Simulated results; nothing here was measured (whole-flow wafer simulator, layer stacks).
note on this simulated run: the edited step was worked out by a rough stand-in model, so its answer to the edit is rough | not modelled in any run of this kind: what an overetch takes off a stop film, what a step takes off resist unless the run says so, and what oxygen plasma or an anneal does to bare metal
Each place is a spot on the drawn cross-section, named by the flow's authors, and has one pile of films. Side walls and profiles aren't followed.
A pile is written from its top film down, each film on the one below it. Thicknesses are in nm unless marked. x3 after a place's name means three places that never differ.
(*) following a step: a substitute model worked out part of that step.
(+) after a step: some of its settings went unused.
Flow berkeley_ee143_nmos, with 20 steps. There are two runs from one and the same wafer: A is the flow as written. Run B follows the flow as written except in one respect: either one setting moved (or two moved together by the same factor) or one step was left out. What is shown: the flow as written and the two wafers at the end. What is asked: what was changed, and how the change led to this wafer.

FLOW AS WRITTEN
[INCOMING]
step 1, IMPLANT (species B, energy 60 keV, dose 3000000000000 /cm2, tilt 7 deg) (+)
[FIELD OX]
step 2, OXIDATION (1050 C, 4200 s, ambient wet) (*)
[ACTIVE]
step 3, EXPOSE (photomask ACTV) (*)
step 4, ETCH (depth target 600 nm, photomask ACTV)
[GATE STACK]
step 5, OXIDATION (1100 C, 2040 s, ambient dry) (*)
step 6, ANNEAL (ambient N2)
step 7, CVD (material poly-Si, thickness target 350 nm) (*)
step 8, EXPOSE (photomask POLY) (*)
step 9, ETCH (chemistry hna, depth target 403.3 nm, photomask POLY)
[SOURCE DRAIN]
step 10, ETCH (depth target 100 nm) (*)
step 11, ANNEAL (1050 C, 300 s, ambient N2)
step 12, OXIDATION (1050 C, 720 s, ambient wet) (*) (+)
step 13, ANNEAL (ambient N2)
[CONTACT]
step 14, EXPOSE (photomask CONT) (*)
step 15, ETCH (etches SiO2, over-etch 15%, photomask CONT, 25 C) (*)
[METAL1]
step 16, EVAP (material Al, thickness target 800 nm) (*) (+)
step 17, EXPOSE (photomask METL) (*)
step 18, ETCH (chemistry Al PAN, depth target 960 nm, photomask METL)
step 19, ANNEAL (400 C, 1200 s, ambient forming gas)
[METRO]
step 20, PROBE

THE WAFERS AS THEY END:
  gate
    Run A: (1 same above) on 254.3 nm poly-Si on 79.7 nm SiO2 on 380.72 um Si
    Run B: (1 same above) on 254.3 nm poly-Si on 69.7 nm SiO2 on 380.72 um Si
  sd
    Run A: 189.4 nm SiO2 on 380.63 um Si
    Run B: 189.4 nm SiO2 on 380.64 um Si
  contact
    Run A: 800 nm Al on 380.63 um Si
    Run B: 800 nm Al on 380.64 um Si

Cause: step 5, OXIDATION: 1632 s was run, whereas the flow has 2040 s.

How this came from the change, step by step:
  step 5, OXIDATION (1100 C, 2040 s, ambient dry) (*)
      gate, sd, contact: A +79.7 SiO2 (new film), -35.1 Si | B +69.7 SiO2 (new film), -30.7 Si
      field: A +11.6 SiO2, -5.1 Si | B +9.3 SiO2, -4.09 Si
  step 10, ETCH (depth target 100 nm) (*)
      sd, contact: A -79.7 SiO2 (all of it) | B -69.7 SiO2 (all of it)
